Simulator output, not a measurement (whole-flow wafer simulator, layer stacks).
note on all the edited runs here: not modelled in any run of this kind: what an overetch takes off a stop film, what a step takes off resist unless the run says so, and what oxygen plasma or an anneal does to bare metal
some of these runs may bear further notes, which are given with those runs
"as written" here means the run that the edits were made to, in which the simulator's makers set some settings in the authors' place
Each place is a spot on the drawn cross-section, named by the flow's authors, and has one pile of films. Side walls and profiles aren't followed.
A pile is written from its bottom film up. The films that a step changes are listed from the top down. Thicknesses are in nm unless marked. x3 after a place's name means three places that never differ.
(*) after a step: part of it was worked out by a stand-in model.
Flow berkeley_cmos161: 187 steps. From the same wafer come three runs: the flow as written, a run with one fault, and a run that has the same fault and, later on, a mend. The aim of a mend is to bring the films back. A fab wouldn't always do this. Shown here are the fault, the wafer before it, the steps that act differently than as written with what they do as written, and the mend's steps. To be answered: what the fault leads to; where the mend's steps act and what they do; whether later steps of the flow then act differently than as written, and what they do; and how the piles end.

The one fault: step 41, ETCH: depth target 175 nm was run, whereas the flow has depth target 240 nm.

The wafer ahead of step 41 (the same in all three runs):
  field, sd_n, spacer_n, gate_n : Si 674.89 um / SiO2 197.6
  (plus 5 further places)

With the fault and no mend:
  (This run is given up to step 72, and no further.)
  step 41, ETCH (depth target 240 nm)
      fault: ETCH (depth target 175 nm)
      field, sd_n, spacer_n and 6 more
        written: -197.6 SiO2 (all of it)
        fault: -175 SiO2
  Later steps of the flow acting differently than as written:
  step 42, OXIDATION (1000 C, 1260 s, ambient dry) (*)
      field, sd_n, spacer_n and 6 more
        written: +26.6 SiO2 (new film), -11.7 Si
        fault: +20.2 SiO2, -8.9 Si
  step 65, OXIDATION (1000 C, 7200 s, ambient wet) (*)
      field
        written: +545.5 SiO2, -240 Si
        fault: +534.5 SiO2, -235.2 Si
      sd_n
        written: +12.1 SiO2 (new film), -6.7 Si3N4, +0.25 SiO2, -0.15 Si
        fault: +12.1 SiO2 (new film), -6.7 Si3N4, +2.47 SiO2, -1.07 Si
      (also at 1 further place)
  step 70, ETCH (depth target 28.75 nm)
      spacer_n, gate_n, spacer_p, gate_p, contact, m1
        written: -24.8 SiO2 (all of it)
        fault: -28.8 SiO2
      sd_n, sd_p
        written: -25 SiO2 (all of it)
        fault: -28.8 SiO2
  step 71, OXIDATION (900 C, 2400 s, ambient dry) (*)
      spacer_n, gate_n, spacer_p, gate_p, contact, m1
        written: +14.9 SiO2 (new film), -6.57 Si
        fault: +11.5 SiO2, -5.06 Si
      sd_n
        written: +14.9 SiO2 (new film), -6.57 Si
        fault: +11 SiO2, -4.86 Si
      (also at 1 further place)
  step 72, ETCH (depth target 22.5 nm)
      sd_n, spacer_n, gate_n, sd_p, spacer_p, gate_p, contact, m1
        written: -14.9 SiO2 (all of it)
        fault: -22.5 SiO2
  The piles after step 72 differ from the flow's at sd_n, spacer_n, gate_n, sd_p, spacer_p, gate_p, contact, m1 by more than 2% or 0.5 nm, whichever is larger.
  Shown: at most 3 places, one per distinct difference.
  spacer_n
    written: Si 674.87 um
    fault: Si 674.88 um / SiO2 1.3
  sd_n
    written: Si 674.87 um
    fault: Si 674.87 um / SiO2 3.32
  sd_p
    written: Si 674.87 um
    fault: Si 674.87 um / SiO2 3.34

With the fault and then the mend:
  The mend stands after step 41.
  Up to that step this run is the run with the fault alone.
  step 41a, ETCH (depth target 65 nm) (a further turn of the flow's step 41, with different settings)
      field, sd_n, spacer_n and 6 more
        -22.6 SiO2 (all of it)
  Later steps of the flow that are run all act as written at every place that is followed.
  By the end, the piles equal the flow's at every place that both follow.
